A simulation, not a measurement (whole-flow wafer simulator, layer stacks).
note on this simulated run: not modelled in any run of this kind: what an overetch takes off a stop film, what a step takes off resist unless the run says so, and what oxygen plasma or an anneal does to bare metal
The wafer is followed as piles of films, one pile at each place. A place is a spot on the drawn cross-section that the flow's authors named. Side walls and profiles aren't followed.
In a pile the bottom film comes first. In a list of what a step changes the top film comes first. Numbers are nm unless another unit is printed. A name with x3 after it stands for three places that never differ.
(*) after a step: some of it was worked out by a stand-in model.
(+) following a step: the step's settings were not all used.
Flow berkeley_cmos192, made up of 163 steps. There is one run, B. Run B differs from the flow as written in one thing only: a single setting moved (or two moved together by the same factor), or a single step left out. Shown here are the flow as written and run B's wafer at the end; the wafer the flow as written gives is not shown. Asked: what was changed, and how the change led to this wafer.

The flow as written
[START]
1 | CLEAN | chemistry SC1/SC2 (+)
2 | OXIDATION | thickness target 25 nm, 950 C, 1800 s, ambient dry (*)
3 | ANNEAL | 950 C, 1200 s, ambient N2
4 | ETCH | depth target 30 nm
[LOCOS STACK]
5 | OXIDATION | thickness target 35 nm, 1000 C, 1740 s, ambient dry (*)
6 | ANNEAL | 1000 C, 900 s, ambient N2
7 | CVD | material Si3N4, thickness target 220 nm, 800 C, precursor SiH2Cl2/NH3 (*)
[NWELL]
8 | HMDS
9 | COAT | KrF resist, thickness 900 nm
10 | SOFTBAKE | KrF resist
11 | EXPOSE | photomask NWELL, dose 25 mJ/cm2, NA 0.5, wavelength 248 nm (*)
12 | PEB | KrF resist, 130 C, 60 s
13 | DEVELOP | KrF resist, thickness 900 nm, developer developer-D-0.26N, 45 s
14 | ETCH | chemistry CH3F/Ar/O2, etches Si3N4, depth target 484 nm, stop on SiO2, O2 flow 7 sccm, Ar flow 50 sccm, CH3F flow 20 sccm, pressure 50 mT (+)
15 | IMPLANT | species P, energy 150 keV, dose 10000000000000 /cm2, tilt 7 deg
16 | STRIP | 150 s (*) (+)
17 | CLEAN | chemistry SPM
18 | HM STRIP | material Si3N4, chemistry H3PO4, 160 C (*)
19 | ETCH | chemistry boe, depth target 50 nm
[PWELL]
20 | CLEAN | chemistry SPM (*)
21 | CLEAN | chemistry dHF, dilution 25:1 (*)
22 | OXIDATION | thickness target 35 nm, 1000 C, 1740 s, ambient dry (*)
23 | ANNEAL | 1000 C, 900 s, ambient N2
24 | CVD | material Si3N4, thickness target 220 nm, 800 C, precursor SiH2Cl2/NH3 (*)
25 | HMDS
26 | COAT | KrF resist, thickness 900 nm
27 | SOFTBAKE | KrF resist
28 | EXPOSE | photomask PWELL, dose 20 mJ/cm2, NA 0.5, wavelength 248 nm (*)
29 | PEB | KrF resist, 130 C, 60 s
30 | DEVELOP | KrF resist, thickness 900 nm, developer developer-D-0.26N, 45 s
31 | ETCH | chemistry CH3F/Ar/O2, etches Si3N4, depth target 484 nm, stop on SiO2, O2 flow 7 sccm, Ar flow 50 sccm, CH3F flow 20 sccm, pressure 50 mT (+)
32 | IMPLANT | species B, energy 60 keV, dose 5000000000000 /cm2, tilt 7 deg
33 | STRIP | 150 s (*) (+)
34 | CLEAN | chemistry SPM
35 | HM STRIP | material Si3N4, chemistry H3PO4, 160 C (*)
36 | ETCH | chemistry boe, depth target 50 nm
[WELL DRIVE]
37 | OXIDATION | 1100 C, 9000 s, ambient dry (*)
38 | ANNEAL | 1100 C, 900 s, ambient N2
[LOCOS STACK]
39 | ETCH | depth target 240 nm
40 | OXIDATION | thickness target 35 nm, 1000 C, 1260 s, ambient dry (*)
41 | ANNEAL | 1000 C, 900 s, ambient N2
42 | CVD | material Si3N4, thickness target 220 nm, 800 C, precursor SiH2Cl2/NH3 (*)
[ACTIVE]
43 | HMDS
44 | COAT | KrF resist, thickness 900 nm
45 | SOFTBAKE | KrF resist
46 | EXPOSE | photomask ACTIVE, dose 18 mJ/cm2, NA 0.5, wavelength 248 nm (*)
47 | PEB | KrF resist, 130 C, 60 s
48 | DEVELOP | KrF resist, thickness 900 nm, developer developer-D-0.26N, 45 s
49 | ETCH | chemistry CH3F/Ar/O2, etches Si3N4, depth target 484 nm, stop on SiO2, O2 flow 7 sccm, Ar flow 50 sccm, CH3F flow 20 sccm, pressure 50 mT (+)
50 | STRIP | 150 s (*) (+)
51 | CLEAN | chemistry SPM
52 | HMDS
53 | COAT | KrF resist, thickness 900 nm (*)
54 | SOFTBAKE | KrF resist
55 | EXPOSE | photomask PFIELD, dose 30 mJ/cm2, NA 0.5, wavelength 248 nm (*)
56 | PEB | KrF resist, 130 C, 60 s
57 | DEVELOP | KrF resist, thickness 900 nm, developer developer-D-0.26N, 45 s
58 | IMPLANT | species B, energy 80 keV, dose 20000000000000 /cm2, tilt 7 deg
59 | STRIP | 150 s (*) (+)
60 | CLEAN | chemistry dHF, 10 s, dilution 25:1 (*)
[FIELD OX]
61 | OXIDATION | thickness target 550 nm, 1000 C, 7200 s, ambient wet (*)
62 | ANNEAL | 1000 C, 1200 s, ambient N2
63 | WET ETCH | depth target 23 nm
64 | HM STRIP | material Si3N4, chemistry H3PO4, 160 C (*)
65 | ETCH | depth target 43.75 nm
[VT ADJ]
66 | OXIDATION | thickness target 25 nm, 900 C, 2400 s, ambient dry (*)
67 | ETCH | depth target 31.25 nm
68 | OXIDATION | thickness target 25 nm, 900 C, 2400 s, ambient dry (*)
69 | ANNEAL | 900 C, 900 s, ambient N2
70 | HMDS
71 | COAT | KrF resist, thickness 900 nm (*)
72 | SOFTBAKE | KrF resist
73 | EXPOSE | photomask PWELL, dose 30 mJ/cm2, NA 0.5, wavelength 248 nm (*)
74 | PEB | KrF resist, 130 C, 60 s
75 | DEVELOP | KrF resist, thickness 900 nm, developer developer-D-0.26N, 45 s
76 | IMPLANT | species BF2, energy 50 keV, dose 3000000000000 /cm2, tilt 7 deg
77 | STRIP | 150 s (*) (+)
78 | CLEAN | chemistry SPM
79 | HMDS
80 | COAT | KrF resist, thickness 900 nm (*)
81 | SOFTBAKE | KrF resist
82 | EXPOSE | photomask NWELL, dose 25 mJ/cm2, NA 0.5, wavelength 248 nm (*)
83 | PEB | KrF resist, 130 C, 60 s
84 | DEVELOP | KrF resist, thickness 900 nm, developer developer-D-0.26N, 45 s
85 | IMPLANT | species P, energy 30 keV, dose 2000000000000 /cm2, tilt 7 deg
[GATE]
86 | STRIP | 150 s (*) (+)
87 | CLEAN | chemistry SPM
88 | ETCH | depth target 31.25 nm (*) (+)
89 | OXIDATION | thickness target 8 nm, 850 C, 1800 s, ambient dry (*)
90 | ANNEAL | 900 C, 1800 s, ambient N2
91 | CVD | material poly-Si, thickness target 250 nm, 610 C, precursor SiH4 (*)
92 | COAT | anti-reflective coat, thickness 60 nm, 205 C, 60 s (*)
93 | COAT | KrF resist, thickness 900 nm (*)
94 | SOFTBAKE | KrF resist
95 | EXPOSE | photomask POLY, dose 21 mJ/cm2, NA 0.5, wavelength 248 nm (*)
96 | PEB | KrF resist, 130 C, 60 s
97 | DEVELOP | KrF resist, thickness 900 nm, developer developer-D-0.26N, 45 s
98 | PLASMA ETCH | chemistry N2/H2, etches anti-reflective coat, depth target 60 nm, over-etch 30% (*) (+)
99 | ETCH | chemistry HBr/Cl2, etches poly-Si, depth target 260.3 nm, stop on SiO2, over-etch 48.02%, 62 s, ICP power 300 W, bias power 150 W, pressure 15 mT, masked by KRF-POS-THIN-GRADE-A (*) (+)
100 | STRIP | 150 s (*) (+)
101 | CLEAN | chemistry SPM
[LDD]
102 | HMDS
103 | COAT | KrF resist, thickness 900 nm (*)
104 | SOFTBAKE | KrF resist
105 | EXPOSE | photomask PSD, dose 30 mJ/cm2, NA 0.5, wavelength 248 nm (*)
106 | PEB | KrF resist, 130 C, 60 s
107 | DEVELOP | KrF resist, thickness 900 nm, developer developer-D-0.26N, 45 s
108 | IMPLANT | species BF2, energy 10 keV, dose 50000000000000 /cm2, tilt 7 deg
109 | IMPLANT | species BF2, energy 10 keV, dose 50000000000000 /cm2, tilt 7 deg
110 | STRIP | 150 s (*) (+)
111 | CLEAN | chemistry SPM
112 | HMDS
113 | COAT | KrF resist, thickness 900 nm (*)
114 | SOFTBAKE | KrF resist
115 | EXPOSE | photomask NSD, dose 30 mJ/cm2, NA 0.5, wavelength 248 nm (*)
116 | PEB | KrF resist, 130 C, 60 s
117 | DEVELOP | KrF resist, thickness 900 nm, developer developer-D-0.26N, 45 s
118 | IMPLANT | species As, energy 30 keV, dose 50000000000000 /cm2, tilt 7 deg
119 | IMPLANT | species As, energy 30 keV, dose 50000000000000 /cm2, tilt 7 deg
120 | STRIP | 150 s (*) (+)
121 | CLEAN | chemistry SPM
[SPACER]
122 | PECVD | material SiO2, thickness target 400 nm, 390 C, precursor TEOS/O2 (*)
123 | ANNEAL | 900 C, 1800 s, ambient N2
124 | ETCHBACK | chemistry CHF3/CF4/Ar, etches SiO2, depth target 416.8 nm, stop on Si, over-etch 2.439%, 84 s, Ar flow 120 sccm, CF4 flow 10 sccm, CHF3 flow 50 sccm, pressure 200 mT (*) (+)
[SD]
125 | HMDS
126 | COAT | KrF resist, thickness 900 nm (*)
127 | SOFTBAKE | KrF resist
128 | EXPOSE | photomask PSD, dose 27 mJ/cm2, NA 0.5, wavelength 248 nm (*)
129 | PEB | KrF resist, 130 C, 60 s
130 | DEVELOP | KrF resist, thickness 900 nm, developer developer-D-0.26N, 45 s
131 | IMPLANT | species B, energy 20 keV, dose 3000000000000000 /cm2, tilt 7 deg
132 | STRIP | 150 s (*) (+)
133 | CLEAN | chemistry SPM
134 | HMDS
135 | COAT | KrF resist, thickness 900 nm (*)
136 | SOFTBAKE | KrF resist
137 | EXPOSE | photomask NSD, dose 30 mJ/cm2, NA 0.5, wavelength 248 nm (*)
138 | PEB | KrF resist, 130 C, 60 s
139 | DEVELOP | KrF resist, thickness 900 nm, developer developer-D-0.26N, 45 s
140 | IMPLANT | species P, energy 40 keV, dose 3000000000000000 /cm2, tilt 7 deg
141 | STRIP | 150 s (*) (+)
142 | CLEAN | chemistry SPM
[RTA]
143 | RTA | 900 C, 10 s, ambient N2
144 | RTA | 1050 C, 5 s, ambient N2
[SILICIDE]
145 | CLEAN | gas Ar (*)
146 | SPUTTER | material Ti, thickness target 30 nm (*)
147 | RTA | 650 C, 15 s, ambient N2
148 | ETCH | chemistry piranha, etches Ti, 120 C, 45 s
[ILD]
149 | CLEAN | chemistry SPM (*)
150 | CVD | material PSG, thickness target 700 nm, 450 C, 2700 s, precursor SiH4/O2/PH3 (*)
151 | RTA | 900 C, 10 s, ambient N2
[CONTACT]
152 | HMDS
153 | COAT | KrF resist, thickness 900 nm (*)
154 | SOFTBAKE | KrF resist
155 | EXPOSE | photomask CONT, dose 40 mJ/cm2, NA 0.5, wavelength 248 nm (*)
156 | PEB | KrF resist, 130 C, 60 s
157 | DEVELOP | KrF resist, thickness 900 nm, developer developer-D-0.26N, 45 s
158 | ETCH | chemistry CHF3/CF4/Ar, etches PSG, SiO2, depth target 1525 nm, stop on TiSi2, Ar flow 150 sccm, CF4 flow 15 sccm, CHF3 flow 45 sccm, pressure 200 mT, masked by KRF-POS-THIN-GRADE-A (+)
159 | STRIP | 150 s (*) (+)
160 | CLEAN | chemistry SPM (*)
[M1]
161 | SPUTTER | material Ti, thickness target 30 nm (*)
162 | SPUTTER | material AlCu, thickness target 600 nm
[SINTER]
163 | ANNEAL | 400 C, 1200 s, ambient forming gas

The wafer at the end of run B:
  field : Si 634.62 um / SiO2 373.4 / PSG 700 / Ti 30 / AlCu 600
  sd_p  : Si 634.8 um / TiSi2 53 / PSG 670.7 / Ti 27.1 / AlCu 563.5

The reason: step 65, ETCH: depth target 65.62 nm was run, while the flow as written has depth target 43.75 nm.

The path from the change to this, step by step:
  65 | ETCH | depth target 43.75 nm
      field: -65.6 SiO2 (it would be, as written: -43.8 SiO2)
  92 | COAT | anti-reflective coat, thickness 60 nm, 205 C, 60 s (*)
      sd_n: +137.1 anti-reflective coat (new film) (it would be, as written: +152.4 anti-reflective coat (new film))
      spacer_n: +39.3 anti-reflective coat (new film) (it would be, as written: +33.8 anti-reflective coat (new film))
      (also at 6 further places)
  98 | PLASMA ETCH | chemistry N2/H2, etches anti-reflective coat, depth target 60 nm, over-etch 30% (*) (+)
      field: -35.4 anti-reflective coat (all of it), -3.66 poly-Si (it would be, as written: -35.3 anti-reflective coat (all of it), -4.18 poly-Si)
      sd_n: -137.1 anti-reflective coat (all of it), -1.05 poly-Si (it would be, as written: -152.4 anti-reflective coat (all of it), -1.17 poly-Si)
      (also at 5 further places)
  100 | STRIP | 150 s (*) (+)
      gate: +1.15 chemical SiO2 (new film), -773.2 KrF resist (all of it), -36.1 anti-reflective coat (all of it), -0.51 poly-Si (it would be, as written: +1.15 chemical SiO2 (new film), -791.8 KrF resist (all of it), -30 anti-reflective coat (all of it), -0.51 poly-Si)
      gate_p: +1.15 chemical SiO2 (new film), -752.4 KrF resist (all of it), -35.7 anti-reflective coat (all of it), -0.51 poly-Si (it would be, as written: +1.15 chemical SiO2 (new film), -765.1 KrF resist (all of it), -31 anti-reflective coat (all of it), -0.51 poly-Si)
  147 | RTA | 650 C, 15 s, ambient N2
      sd_p: -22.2 Ti, +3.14 TiSi first (new film), +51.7 TiSi2 C49 (new film), -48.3 Si (it would be, as written: -21.9 Ti, +2.35 TiSi first (new film), +52.1 TiSi2 C49 (new film), -48.1 Si)
  151 | RTA | 900 C, 10 s, ambient N2
      sd_p: under 1 film: +53 TiSi2 (new film), -3.04 TiSi first (all of it), -51.7 TiSi2 C49 (all of it), -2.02 Si (it would be, as written: under 1 film: +52.2 TiSi2 (new film), -2.25 TiSi first (all of it), -52.1 TiSi2 C49 (all of it), -1.5 Si)
  162 | SPUTTER | material AlCu, thickness target 600 nm
      sd_p: +563.5 AlCu (new film) (it would be, as written: +551.2 AlCu (new film))
